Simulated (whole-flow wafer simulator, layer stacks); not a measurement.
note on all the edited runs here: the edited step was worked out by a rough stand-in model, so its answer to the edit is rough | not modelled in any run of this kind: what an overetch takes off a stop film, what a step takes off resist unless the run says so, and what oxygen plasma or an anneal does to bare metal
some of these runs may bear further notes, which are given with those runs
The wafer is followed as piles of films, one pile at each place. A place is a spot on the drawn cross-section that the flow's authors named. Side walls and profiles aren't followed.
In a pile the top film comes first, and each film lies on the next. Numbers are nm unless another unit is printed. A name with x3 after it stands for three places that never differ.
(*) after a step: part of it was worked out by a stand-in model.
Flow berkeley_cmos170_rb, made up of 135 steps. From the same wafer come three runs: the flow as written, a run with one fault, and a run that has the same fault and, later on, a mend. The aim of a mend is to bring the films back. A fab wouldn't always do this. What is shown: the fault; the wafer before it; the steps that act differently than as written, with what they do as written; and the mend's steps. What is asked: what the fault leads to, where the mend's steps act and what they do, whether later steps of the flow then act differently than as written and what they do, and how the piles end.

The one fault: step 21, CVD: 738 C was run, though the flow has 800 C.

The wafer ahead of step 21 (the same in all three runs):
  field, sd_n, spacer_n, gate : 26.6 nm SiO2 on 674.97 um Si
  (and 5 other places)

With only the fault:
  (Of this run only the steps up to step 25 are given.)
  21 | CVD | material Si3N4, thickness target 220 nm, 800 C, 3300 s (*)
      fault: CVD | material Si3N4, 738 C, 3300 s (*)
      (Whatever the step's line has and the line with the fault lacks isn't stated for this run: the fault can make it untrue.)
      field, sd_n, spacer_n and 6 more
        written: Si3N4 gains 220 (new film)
        fault: Si3N4 gains 79.1 (new film)
  Every later step of the flow up to step 25 that is run acts as written at every place that is followed.
  Once step 25 is done, the piles at field, sd_n, spacer_n and 6 more depart from the flow's by more than 2% or 0.5 nm, whichever is larger.
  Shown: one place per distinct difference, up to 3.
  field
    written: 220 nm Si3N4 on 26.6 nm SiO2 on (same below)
    fault: 79.1 nm Si3N4 on 26.6 nm SiO2 on (same below)
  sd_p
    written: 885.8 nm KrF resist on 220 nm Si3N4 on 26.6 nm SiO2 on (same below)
    fault: 885.8 nm KrF resist on 79.1 nm Si3N4 on 26.6 nm SiO2 on (same below)

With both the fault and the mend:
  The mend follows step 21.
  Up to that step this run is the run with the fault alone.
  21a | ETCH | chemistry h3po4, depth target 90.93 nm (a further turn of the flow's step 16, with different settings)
      field, sd_n, spacer_n and 6 more
        Si3N4 loses 79.1 (all of it)
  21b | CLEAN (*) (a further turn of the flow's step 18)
      does not change any film at any place that is followed
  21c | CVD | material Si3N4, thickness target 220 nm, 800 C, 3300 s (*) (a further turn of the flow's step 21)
      field, sd_n, spacer_n and 6 more
        Si3N4 gains 220 (new film)
  Every later step of the flow that is run acts as written at every place that is followed.
  By the end, the piles equal the flow's at every place that both follow.
